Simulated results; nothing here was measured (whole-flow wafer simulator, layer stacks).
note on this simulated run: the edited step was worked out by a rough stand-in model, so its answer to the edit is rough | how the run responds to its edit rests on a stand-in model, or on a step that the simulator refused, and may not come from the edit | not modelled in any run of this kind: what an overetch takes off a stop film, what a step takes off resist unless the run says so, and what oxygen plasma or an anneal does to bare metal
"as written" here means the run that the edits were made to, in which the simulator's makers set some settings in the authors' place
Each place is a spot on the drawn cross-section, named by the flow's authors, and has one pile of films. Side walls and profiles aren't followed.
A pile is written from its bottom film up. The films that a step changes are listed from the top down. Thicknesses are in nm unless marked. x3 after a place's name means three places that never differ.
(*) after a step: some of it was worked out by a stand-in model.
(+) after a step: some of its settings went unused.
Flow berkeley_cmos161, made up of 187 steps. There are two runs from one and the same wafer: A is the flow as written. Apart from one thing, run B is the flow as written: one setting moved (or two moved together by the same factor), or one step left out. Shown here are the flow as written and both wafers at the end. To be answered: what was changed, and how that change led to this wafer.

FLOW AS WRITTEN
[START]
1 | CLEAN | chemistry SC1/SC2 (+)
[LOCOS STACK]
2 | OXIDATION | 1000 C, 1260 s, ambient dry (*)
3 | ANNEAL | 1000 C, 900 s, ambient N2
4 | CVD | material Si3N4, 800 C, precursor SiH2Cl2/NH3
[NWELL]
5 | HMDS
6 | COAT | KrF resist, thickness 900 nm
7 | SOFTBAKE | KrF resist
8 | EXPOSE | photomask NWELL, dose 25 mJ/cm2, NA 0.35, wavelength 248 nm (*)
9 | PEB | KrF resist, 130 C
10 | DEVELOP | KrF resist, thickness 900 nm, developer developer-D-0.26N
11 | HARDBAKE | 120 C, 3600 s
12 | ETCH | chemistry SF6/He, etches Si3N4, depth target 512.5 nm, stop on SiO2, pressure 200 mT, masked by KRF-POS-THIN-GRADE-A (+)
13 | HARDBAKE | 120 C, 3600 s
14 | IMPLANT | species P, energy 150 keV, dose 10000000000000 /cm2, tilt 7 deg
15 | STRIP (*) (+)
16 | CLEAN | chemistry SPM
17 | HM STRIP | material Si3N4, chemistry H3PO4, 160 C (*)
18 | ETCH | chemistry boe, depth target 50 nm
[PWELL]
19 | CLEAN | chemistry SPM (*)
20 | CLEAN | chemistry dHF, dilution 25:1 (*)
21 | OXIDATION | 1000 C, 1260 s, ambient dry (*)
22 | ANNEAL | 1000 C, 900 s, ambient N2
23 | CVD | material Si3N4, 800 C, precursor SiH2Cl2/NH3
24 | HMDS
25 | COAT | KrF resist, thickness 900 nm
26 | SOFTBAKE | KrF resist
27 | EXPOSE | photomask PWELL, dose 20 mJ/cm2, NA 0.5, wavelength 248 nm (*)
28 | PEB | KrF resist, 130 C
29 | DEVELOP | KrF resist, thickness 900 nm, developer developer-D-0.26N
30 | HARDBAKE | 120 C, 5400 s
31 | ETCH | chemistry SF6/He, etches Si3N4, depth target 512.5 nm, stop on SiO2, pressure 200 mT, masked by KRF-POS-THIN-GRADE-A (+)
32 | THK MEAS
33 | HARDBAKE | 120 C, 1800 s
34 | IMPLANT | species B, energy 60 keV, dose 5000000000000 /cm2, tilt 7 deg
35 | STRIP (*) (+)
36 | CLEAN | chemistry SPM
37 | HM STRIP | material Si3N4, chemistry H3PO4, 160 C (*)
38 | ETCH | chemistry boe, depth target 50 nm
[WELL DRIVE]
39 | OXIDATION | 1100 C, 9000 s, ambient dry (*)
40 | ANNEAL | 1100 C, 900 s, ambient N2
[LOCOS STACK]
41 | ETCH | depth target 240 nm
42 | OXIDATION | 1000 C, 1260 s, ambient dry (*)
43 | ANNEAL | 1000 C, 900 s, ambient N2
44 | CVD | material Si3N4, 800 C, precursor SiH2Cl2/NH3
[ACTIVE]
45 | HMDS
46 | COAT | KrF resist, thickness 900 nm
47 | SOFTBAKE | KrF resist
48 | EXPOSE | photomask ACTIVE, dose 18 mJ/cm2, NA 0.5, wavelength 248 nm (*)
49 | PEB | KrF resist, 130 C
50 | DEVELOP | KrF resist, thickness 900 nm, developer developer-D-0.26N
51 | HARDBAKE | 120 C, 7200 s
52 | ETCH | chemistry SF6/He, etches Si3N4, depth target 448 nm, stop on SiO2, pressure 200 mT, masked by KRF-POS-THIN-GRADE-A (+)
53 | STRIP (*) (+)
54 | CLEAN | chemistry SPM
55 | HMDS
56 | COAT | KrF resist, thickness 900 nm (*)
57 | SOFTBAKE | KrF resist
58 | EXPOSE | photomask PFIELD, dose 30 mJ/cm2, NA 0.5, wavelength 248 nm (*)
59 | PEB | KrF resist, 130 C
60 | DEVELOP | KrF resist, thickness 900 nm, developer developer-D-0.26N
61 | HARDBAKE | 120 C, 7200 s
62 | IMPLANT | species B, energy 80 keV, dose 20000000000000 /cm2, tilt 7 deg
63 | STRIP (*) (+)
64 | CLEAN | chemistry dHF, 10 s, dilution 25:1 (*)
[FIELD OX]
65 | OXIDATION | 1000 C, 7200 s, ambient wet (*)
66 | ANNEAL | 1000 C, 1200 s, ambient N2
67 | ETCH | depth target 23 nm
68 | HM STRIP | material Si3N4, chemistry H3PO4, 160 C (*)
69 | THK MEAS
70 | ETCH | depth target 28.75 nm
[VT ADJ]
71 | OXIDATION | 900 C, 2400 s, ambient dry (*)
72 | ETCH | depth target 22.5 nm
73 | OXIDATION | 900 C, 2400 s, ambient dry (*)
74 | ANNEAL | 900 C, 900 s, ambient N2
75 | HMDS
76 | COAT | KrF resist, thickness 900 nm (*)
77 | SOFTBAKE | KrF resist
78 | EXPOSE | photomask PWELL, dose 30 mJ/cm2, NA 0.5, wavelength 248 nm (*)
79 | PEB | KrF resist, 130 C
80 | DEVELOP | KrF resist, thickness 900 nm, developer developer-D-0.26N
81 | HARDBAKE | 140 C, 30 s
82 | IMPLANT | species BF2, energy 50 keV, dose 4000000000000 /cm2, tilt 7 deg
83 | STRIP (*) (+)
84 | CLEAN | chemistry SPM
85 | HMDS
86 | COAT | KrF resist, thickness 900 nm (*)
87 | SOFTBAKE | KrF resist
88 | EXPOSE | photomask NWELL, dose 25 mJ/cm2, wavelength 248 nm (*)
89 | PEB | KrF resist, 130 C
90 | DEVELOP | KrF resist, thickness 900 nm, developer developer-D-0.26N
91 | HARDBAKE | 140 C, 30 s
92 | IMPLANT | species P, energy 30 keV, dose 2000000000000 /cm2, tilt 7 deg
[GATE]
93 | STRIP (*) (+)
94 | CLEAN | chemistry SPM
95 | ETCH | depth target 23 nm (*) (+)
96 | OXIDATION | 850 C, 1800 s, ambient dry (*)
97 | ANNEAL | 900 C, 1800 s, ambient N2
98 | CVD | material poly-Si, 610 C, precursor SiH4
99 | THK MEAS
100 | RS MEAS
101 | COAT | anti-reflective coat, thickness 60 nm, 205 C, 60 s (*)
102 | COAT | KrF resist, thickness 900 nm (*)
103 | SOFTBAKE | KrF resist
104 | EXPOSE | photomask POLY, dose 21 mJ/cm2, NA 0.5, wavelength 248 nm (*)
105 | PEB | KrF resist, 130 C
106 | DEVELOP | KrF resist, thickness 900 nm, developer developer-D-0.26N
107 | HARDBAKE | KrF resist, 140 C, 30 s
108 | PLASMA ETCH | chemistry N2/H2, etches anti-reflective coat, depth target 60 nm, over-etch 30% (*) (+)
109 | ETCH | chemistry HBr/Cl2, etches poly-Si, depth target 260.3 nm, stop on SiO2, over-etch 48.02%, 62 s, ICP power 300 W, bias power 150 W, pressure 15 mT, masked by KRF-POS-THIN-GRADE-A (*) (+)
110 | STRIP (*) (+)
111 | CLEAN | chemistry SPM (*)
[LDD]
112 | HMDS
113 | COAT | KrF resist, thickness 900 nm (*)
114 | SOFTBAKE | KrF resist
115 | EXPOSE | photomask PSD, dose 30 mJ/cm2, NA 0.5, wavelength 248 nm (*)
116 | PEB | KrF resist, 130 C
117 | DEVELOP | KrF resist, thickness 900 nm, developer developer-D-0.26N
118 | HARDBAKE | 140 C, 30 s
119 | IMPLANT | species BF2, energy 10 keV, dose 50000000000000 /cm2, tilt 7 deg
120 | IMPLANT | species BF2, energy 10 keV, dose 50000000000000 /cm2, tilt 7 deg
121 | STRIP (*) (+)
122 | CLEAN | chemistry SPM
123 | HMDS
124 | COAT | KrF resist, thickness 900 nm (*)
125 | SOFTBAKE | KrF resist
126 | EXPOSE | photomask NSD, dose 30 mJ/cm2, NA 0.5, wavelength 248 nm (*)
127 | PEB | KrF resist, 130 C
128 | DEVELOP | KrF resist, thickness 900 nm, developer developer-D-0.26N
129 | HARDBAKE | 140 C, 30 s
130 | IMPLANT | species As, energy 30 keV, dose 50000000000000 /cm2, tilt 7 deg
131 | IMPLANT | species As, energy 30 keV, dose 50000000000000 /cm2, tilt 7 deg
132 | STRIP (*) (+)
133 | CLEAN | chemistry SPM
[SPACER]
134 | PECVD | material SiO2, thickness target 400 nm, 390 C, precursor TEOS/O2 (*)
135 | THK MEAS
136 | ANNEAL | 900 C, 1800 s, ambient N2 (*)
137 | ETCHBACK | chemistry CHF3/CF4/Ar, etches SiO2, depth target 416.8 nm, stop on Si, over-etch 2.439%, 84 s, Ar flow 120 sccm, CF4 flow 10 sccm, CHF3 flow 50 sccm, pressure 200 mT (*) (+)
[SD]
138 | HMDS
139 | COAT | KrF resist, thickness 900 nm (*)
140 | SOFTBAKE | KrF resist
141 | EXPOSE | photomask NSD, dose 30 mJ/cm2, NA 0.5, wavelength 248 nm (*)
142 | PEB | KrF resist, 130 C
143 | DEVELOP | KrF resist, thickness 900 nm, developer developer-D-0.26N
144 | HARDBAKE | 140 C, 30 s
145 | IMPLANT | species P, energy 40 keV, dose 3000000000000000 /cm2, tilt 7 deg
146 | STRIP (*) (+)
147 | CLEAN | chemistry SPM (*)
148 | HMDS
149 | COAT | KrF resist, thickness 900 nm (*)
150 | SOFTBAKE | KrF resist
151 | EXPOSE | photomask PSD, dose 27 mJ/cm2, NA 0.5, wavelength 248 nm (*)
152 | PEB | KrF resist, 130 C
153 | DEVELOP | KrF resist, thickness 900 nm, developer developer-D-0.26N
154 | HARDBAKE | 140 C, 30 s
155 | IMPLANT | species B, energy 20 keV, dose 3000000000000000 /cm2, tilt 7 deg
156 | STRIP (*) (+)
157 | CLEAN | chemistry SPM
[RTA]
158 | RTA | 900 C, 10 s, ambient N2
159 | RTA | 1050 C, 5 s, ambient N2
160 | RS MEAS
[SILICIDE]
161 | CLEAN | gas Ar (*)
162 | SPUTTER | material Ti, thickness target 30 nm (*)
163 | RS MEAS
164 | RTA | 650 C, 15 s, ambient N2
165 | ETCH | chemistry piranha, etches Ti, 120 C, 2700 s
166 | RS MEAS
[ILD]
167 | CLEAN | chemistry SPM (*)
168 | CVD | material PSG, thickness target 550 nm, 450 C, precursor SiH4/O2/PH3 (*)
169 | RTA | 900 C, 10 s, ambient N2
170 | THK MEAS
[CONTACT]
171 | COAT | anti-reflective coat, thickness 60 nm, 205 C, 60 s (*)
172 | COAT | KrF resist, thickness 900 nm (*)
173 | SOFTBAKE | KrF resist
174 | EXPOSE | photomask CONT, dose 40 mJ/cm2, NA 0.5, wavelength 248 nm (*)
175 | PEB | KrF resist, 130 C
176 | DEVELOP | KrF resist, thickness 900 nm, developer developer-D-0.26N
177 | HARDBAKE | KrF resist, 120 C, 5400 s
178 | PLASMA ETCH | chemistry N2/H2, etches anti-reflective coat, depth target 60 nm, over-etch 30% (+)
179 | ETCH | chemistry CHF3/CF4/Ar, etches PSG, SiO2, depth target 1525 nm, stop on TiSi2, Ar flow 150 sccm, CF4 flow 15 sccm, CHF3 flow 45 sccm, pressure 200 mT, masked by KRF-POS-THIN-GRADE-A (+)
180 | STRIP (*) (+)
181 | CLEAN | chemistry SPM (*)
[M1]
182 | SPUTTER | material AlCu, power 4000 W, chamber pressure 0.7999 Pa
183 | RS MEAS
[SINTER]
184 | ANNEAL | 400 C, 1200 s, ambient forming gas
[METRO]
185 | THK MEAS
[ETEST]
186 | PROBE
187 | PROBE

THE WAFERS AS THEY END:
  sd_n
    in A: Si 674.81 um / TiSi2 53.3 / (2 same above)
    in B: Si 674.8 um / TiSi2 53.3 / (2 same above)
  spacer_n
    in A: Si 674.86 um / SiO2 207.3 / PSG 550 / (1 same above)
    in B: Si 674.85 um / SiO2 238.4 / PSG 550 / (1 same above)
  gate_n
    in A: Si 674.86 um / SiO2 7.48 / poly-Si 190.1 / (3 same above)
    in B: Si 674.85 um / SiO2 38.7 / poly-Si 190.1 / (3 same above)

The reason: step 96, OXIDATION: 1020 C was run, while the flow as written has 850 C.

How this came from the change, step by step:
  96 | OXIDATION | 850 C, 1800 s, ambient dry (*)
      sd_n, spacer_n, gate_n, sd_p, spacer_p, gate_p, contact, m1: A SiO2 gains 7.48 (new film), Si loses 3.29 | B SiO2 gains 38.7 (new film), Si loses 17
      field: A SiO2 gains 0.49, Si loses 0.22 | B SiO2 gains 5.53, Si loses 2.43
  101 | COAT | anti-reflective coat, thickness 60 nm, 205 C, 60 s (*)
      sd_n: A anti-reflective coat gains 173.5 (new film) | B anti-reflective coat gains 163.3 (new film)
      spacer_n: A anti-reflective coat gains 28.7 (new film) | B anti-reflective coat gains 31.7 (new film)
      (as well as at 6 more places)
  108 | PLASMA ETCH | chemistry N2/H2, etches anti-reflective coat, depth target 60 nm, over-etch 30% (*) (+)
      sd_n: A anti-reflective coat loses 173.5 (all of it), poly-Si loses 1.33 | B anti-reflective coat loses 163.3 (all of it), poly-Si loses 1.26
      spacer_n: A anti-reflective coat loses 28.7 (all of it), poly-Si loses 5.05 | B anti-reflective coat loses 31.7 (all of it), poly-Si loses 4.63
      (as well as at 4 more places)
  110 | STRIP (*) (+)
      gate_n: A chemical SiO2 gains 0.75 (new film), KrF resist loses 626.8 (all of it), anti-reflective coat loses 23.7 (all of it), poly-Si loses 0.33 | B chemical SiO2 gains 0.75 (new film), KrF resist loses 617.4 (all of it), anti-reflective coat loses 26.7 (all of it), poly-Si loses 0.33
      gate_p: A chemical SiO2 gains 0.75 (new film), KrF resist loses 598.2 (all of it), anti-reflective coat loses 27.9 (all of it), poly-Si loses 0.33 | B chemical SiO2 gains 0.75 (new film), KrF resist loses 592.3 (all of it), anti-reflective coat loses 29.6 (all of it), poly-Si loses 0.33
  137 | ETCHBACK | chemistry CHF3/CF4/Ar, etches SiO2, depth target 416.8 nm, stop on Si, over-etch 2.439%, 84 s, Ar flow 120 sccm, CF4 flow 10 sccm, CHF3 flow 50 sccm, pressure 200 mT (*) (+)
      sd_n: A SiO2 loses 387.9 (all of it) | B SiO2 loses 419.1 (all of it)
      sd_p: A SiO2 loses 373.4 (all of it) | B SiO2 loses 404.5 (all of it)
      (as well as at 2 more places)
  139 | COAT | KrF resist, thickness 900 nm (*)
      spacer_n: A KrF resist gains 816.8 (new film) | B KrF resist gains 800.3 (new film)
      gate_n: A KrF resist gains 780.8 (new film) | B KrF resist gains 764.8 (new film)
      (as well as at 2 more places)
  143 | DEVELOP | KrF resist, thickness 900 nm, developer developer-D-0.26N
      spacer_n: A KrF resist loses 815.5 (all of it) | B KrF resist loses 799 (all of it)
      gate_n: A KrF resist loses 779.6 (all of it) | B KrF resist loses 763.6 (all of it)
  144 | HARDBAKE | 140 C, 30 s
      spacer_p: A KrF resist loses 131 | B KrF resist loses 128.2
      gate_p: A KrF resist loses 125.1 | B KrF resist loses 122.4
  146 | STRIP (*) (+)
      spacer_p: A KrF resist loses 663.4 (all of it) | B KrF resist loses 649 (all of it)
      gate_p: A chemical SiO2 gains 0.8 (new film), KrF resist loses 633.2 (all of it), poly-Si loses 0.35 | B chemical SiO2 gains 0.8 (new film), KrF resist loses 619.2 (all of it), poly-Si loses 0.35
  149 | COAT | KrF resist, thickness 900 nm (*)
      spacer_n: A KrF resist gains 817.1 (new film) | B KrF resist gains 800.4 (new film)
      gate_n: A KrF resist gains 780.5 (new film) | B KrF resist gains 764.3 (new film)
      (as well as at 2 more places)
  153 | DEVELOP | KrF resist, thickness 900 nm, developer developer-D-0.26N
      spacer_p: A KrF resist loses 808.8 (all of it) | B KrF resist loses 791.6 (all of it)
      gate_p: A KrF resist loses 772.3 (all of it) | B KrF resist loses 755.6 (all of it)
  154 | HARDBAKE | 140 C, 30 s
      spacer_n: A KrF resist loses 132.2 | B KrF resist loses 129.5
      gate_n: A KrF resist loses 126.2 | B KrF resist loses 123.6
  156 | STRIP (*) (+)
      spacer_n: A KrF resist loses 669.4 (all of it) | B KrF resist loses 655.4 (all of it)
      gate_n: A KrF resist loses 638.8 (all of it), chemical SiO2 gains 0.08 | B KrF resist loses 625.3 (all of it), chemical SiO2 gains 0.08
  171 | COAT | anti-reflective coat, thickness 60 nm, 205 C, 60 s (*)
      sd_n: A anti-reflective coat gains 149.7 (new film) | B anti-reflective coat gains 163.7 (new film)
      gate_n: A anti-reflective coat gains 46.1 (new film) | B anti-reflective coat gains 43.8 (new film)
      (as well as at 3 more places)
  172 | COAT | KrF resist, thickness 900 nm (*)
      spacer_p: A KrF resist gains 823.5 (new film) | B KrF resist gains 806.8 (new film)
  180 | STRIP (*) (+)
      sd_n: A KrF resist loses 692.5 (all of it), anti-reflective coat loses 149.7 (all of it) | B KrF resist loses 689.6 (all of it), anti-reflective coat loses 163.7 (all of it)
      gate_n: A KrF resist loses 589.4 (all of it), anti-reflective coat loses 46.1 (all of it) | B KrF resist loses 579.4 (all of it), anti-reflective coat loses 43.8 (all of it)
      (as well as at 4 more places)
